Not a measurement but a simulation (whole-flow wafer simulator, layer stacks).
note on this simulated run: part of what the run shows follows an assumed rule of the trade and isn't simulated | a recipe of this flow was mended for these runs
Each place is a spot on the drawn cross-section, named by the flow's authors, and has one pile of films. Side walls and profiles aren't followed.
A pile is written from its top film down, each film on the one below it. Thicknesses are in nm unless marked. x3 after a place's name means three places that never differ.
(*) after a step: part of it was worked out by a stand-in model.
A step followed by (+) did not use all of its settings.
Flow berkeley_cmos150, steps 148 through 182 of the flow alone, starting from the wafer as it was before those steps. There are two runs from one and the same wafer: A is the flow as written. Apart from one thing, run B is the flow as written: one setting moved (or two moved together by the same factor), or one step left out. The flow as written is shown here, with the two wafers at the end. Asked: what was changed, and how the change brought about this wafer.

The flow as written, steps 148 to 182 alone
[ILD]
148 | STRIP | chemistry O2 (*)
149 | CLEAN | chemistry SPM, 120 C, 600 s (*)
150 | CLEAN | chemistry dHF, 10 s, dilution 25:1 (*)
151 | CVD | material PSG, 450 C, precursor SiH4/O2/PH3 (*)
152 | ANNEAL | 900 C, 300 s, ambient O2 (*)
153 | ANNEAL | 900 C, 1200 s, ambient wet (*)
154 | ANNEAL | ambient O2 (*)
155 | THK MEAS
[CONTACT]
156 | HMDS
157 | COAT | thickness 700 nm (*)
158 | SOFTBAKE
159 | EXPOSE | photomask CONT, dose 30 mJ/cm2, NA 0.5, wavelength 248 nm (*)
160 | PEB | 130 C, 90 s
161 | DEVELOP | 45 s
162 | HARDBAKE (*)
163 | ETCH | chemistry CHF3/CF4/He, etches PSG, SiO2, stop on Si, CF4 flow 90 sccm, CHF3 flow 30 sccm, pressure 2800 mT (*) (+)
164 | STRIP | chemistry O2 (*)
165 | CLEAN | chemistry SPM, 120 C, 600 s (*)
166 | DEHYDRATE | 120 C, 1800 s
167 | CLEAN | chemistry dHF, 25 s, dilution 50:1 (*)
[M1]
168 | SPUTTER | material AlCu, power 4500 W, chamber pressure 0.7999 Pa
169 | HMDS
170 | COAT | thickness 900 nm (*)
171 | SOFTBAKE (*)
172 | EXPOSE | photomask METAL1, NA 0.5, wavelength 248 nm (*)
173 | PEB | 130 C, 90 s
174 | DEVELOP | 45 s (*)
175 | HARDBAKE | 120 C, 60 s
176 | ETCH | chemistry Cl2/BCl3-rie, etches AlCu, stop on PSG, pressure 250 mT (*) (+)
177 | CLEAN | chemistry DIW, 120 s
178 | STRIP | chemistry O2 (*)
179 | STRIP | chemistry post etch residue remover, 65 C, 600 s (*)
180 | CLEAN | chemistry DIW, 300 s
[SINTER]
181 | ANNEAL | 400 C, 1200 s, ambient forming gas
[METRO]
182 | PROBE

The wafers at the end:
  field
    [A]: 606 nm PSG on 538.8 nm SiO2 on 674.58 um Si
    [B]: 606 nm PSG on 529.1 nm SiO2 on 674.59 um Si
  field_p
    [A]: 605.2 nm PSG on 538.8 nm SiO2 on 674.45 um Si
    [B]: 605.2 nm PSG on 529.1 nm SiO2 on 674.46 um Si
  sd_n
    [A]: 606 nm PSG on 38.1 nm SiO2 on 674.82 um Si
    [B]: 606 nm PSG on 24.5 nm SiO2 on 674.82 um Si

What caused this: step 153, ANNEAL: 480 s was run, while the flow as written has 1200 s.

Step by step, how the change led to this:
  153 | ANNEAL | 900 C, 1200 s, ambient wet (*)
      sd_n, contact, m1: A -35 PSG, +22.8 SiO2, -10 Si | B -35 PSG, +9.15 SiO2, -4.03 Si
      field, field_p: A -35 PSG, +16.3 SiO2, -7.15 Si | B -35 PSG, +6.52 SiO2, -2.87 Si
      (and at 3 other places as well)
  163 | ETCH | chemistry CHF3/CF4/He, etches PSG, SiO2, stop on Si, CF4 flow 90 sccm, CHF3 flow 30 sccm, pressure 2800 mT (*) (+)
      contact: A -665 PSG (all of it), -38.1 SiO2 (all of it), -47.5 Si | B -665 PSG (all of it), -24.5 SiO2 (all of it), -47.5 Si
  176 | ETCH | chemistry Cl2/BCl3-rie, etches AlCu, stop on PSG, pressure 250 mT (*) (+)
      gate_p: A -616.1 AlCu (all of it), -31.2 PSG | B -609.6 AlCu (all of it), -32.1 PSG
